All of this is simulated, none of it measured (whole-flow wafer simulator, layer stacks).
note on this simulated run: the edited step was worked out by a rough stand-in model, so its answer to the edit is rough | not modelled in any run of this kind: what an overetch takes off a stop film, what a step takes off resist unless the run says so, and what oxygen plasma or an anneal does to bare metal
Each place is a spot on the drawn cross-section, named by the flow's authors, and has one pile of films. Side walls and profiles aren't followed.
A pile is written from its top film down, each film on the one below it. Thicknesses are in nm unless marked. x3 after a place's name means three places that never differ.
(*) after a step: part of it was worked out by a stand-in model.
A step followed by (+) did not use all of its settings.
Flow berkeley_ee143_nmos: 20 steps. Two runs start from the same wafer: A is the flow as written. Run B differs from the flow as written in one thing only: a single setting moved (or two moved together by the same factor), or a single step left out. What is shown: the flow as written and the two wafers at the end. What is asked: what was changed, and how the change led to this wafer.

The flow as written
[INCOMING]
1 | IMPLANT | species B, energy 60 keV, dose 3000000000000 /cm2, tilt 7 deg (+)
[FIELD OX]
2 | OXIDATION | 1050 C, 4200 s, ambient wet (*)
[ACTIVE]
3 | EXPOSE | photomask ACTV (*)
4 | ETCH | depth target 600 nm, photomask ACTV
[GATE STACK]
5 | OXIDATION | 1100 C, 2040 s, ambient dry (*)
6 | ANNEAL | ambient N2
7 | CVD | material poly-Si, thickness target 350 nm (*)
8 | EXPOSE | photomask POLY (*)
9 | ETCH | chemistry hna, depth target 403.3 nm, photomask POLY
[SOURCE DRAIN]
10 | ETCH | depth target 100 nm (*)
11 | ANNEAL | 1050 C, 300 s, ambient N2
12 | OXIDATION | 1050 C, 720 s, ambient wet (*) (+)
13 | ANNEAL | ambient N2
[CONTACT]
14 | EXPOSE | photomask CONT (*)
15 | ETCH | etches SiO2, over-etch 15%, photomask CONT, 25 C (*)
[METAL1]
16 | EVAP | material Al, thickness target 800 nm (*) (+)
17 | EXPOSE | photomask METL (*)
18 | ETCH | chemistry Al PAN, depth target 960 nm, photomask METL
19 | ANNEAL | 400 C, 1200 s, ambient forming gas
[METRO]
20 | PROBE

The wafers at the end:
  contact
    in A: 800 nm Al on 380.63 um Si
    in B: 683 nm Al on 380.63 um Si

The reason: step 16, EVAP: thickness target 683 nm was run, though the flow has thickness target 800 nm.
The wafer lets one read it off: contact has Al 683, and step 16 as written asks for 800 nm.

Step by step, how the change led to this:
  16 | EVAP | material Al, thickness target 800 nm (*) (+)
      gate, sd, contact, field: A +800 Al (new film) | B +683 Al (new film)
  18 | ETCH | chemistry Al PAN, depth target 960 nm, photomask METL
      gate, sd, field: A -800 Al (all of it) | B -683 Al (all of it)
